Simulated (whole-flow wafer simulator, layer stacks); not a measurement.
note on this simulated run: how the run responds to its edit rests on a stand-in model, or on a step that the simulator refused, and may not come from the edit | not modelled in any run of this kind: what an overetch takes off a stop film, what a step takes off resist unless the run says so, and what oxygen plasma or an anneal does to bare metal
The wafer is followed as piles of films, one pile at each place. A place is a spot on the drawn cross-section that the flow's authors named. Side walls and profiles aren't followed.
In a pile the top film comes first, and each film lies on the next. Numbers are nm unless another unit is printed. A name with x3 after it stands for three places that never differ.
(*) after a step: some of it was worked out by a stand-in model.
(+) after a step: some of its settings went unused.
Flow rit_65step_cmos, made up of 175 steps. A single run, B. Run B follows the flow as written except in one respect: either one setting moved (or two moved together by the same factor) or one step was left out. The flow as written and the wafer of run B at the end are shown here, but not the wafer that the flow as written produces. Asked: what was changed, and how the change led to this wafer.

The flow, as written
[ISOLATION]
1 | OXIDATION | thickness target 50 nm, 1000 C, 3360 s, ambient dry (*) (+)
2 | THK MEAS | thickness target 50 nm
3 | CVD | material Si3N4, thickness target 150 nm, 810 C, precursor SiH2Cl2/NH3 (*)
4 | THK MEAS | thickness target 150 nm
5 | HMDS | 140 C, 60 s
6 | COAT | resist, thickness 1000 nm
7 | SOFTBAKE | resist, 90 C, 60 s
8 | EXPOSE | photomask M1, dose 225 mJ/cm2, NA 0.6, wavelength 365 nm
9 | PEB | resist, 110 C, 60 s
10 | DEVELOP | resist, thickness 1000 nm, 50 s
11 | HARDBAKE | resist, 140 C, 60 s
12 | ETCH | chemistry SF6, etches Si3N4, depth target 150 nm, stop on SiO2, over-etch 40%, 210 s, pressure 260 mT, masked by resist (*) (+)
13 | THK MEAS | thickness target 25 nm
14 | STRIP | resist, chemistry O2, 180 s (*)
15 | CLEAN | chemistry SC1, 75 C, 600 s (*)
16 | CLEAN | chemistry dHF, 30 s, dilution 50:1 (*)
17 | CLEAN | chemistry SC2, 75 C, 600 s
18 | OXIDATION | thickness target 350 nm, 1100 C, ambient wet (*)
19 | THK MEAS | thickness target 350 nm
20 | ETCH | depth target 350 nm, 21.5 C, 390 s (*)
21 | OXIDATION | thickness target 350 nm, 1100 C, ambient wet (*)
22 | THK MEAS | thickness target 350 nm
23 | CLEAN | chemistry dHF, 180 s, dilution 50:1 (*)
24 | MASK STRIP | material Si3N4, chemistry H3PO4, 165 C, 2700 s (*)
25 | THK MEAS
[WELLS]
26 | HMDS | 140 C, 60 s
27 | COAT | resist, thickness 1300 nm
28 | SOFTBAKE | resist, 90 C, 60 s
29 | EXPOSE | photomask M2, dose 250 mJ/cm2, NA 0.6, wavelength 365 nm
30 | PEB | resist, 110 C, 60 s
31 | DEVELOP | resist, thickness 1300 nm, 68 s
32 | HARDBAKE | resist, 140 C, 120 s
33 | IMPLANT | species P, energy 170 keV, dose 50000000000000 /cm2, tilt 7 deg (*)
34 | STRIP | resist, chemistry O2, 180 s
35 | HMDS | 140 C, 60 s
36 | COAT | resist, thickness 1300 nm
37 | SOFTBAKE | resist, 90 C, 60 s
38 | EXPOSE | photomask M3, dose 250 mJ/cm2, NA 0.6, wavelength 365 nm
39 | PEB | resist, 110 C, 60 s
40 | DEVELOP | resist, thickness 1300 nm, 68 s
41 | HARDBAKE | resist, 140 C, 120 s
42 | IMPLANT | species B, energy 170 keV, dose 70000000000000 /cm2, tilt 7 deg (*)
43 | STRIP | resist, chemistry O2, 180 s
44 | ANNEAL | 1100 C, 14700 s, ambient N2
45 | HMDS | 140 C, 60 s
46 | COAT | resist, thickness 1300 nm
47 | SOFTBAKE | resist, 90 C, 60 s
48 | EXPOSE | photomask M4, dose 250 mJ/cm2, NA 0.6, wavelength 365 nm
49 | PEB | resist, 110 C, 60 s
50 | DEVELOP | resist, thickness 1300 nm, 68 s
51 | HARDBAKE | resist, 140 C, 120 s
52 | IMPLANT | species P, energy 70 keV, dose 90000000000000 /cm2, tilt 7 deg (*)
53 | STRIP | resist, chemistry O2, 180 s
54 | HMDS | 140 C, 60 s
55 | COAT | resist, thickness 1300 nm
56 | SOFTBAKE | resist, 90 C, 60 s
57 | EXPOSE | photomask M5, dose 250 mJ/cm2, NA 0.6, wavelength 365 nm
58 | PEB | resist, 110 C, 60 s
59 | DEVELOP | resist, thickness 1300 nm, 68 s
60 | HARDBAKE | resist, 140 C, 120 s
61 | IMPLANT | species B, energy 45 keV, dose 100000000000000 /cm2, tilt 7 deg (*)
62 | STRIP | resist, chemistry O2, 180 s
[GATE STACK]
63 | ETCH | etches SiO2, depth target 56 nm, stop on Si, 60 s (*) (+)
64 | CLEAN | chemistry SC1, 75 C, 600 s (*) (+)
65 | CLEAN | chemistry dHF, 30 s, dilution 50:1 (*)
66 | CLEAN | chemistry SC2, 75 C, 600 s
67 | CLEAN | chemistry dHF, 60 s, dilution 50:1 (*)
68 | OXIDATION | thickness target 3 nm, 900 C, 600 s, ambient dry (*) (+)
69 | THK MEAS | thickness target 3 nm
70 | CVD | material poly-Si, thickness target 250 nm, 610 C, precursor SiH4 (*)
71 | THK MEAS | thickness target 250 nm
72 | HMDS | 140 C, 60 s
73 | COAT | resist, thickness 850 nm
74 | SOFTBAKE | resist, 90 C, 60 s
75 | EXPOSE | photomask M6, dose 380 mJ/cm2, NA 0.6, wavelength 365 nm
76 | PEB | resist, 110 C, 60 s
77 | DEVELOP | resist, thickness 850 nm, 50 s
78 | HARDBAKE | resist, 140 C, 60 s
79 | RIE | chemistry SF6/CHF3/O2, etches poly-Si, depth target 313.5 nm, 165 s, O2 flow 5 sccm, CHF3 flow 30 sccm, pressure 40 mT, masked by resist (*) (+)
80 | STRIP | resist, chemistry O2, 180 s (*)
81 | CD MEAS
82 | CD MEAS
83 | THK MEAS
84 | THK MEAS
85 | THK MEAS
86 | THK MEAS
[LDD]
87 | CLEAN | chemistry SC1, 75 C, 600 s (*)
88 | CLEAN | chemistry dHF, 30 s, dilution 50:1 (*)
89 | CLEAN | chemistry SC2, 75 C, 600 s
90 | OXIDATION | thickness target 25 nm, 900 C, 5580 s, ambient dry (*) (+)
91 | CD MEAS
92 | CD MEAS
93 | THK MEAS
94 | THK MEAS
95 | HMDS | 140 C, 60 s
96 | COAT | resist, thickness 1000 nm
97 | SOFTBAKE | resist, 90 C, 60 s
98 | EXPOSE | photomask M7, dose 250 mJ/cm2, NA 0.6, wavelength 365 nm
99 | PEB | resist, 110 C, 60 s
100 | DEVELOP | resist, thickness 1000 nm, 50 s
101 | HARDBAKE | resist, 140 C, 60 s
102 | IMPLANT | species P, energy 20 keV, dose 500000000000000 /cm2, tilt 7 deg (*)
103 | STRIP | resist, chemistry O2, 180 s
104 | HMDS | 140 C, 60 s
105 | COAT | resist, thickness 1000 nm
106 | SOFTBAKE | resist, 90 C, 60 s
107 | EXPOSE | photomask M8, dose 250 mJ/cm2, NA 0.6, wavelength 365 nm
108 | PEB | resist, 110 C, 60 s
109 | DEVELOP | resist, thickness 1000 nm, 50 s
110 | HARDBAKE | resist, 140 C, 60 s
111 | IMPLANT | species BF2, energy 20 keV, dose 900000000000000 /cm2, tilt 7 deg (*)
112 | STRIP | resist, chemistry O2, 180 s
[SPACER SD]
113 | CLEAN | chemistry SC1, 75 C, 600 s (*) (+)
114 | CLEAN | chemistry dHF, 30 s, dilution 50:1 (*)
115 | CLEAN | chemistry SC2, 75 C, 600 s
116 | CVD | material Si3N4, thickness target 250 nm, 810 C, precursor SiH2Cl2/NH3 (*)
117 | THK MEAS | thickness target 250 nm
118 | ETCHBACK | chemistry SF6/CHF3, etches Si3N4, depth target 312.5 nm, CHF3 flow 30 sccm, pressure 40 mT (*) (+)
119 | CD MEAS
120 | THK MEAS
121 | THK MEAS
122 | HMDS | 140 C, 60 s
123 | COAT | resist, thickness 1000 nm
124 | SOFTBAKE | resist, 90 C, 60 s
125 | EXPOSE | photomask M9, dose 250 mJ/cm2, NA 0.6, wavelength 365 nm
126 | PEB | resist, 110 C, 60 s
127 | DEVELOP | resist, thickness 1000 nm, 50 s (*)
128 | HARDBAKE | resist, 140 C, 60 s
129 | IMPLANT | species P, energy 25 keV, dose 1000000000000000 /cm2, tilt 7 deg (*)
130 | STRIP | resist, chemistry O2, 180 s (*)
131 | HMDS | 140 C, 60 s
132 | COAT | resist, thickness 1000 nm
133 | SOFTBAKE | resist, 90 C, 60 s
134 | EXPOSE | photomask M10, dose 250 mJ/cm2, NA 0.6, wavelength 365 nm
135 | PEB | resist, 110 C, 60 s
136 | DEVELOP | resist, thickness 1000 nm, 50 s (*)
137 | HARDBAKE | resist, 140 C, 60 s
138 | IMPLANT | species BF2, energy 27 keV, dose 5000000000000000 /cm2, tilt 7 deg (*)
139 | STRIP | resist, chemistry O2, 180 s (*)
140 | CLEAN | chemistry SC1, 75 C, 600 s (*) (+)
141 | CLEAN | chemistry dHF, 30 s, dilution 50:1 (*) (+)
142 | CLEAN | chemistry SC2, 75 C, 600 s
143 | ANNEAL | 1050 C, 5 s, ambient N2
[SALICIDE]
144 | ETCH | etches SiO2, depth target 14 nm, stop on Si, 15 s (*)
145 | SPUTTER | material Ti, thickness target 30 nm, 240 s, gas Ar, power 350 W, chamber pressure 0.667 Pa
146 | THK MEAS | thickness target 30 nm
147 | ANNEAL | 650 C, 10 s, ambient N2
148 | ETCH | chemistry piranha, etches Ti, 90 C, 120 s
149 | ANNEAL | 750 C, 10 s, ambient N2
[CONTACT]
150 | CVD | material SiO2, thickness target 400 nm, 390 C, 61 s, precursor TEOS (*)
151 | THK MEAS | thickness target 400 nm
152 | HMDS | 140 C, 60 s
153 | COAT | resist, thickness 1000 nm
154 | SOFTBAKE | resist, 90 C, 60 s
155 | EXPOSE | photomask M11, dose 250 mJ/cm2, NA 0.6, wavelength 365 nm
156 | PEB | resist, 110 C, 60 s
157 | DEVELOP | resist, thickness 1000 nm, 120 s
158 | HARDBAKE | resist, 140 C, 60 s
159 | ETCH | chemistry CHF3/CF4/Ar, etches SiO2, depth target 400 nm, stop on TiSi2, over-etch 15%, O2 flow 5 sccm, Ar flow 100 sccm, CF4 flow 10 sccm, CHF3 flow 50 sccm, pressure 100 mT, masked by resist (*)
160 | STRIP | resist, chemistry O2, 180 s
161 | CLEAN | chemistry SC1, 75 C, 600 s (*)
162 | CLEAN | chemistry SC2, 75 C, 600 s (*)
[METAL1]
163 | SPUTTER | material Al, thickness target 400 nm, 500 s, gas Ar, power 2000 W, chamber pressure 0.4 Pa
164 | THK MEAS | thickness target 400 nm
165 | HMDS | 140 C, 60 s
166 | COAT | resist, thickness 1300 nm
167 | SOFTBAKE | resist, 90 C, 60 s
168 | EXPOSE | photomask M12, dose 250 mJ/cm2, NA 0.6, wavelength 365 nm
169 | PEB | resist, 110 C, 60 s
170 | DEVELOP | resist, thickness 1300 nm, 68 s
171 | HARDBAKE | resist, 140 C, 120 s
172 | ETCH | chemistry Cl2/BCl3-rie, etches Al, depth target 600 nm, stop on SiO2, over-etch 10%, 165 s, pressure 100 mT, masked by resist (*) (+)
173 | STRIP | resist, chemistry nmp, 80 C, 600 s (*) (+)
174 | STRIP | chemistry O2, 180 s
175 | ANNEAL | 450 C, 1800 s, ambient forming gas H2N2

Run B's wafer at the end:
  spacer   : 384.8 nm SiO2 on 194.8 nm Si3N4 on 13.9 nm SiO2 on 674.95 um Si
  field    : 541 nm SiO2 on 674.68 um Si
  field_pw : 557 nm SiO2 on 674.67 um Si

Cause: step 163, SPUTTER: thickness target 571 nm was run, whereas the flow has thickness target 400 nm; step 163, SPUTTER: 714 s was run, where the flow has 500 s.

Step by step, how the change led to this:
  163 | SPUTTER | material Al, thickness target 400 nm, 500 s, gas Ar, power 2000 W, chamber pressure 0.4 Pa
      field, field_pw, field_p, spacer, spacer_p: +571 Al (new film) (it would be, as written: +400 Al (new film))
      gate_n, gate_p: +537 Al (new film) (it would be, as written: +396 Al (new film))
      (and at 1 other place as well)
  166 | COAT | resist, thickness 1300 nm
      gate_n: +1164 resist (new film) (it would be, as written: +1131.7 resist (new film))
      gate_p: +1167.4 resist (new film) (it would be, as written: +1135.6 resist (new film))
  169 | PEB | resist, 110 C, 60 s
      gate_n: -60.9 resist (it would be, as written: -59.1 resist)
      gate_p: -61.1 resist (it would be, as written: -59.3 resist)
  170 | DEVELOP | resist, thickness 1300 nm, 68 s
      gate_n: -1103.1 resist (all of it) (it would be, as written: -1072.6 resist (all of it))
      gate_p: -1106.3 resist (all of it) (it would be, as written: -1076.3 resist (all of it))
  172 | ETCH | chemistry Cl2/BCl3-rie, etches Al, depth target 600 nm, stop on SiO2, over-etch 10%, 165 s, pressure 100 mT, masked by resist (*) (+)
      field, field_pw, field_p, spacer, spacer_p: -571 Al (all of it), -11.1 SiO2 (it would be, as written: -400 Al (all of it), -32.5 SiO2)
      gate_n, gate_p: -537 Al (all of it), -15.4 SiO2 (it would be, as written: -396 Al (all of it), -33 SiO2)
      (and at 1 other place as well)
